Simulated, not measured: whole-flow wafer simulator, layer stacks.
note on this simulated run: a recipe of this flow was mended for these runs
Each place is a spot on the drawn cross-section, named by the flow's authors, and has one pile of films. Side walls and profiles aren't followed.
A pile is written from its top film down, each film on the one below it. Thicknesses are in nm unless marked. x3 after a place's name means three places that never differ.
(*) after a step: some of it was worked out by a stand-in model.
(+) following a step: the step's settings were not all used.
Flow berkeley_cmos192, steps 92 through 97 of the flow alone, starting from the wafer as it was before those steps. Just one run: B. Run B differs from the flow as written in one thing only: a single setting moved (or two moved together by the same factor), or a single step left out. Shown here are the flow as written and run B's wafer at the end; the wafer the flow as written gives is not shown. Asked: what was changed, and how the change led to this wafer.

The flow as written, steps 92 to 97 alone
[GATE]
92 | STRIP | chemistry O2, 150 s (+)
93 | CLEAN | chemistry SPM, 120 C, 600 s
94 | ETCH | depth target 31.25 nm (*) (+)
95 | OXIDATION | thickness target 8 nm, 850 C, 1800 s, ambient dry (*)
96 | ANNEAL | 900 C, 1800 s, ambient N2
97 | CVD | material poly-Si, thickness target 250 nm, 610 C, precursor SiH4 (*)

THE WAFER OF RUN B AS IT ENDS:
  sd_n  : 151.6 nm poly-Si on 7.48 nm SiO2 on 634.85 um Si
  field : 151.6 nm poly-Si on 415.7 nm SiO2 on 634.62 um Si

Cause: step 97, CVD: 587 C was run, while the flow as written has 610 C.

How this came from the change, step by step:
  97 | CVD | material poly-Si, thickness target 250 nm, 610 C, precursor SiH4 (*)
      field, sd_n, spacer_n, gate, sd_p, spacer_p x2, contact, m1: +151.6 poly-Si (new film) (it would be, as written: +250 poly-Si (new film))
